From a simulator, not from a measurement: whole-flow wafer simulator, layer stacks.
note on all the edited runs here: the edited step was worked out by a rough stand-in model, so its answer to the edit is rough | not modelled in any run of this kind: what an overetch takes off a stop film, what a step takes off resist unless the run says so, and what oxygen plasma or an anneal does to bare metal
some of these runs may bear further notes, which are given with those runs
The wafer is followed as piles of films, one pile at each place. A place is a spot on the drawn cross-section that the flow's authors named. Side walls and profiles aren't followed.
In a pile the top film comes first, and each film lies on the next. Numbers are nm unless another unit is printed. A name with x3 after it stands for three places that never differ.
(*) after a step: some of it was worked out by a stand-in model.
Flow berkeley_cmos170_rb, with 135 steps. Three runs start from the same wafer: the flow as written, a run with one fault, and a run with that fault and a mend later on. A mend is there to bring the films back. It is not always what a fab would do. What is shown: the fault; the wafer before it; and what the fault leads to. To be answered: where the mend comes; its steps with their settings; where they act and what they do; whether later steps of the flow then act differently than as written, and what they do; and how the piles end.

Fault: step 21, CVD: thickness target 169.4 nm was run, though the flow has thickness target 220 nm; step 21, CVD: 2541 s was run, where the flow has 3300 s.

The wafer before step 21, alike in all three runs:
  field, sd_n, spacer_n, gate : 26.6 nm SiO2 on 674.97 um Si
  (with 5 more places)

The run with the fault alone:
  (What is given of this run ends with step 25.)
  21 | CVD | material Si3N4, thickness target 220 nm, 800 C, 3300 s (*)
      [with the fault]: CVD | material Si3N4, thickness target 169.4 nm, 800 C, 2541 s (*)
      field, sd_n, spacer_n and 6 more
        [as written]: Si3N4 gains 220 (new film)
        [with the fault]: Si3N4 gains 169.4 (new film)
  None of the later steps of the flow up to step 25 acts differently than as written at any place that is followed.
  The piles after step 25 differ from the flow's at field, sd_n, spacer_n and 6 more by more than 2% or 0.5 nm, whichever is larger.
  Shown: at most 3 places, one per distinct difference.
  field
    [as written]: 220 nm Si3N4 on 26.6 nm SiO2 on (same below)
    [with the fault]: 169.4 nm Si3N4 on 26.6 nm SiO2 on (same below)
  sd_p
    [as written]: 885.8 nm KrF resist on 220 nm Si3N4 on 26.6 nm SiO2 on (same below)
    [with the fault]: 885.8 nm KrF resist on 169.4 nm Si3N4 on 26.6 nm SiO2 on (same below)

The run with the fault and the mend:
  The mend follows step 21.
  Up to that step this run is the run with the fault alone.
  21a | ETCH | chemistry h3po4, depth target 194.5 nm (a further turn of the flow's step 16, with different settings)
      field, sd_n, spacer_n and 6 more
        Si3N4 loses 169.4 (all of it)
  21b | CLEAN (*) (a further turn of the flow's step 18)
      alters no film at any place that is followed
  21c | CVD | material Si3N4, thickness target 220 nm, 800 C, 3300 s (*) (a further turn of the flow's step 21)
      field, sd_n, spacer_n and 6 more
        Si3N4 gains 220 (new film)
  None of the later steps of the flow acts differently than as written at any place that is followed.
  By the end, the piles equal the flow's at every place that both follow.
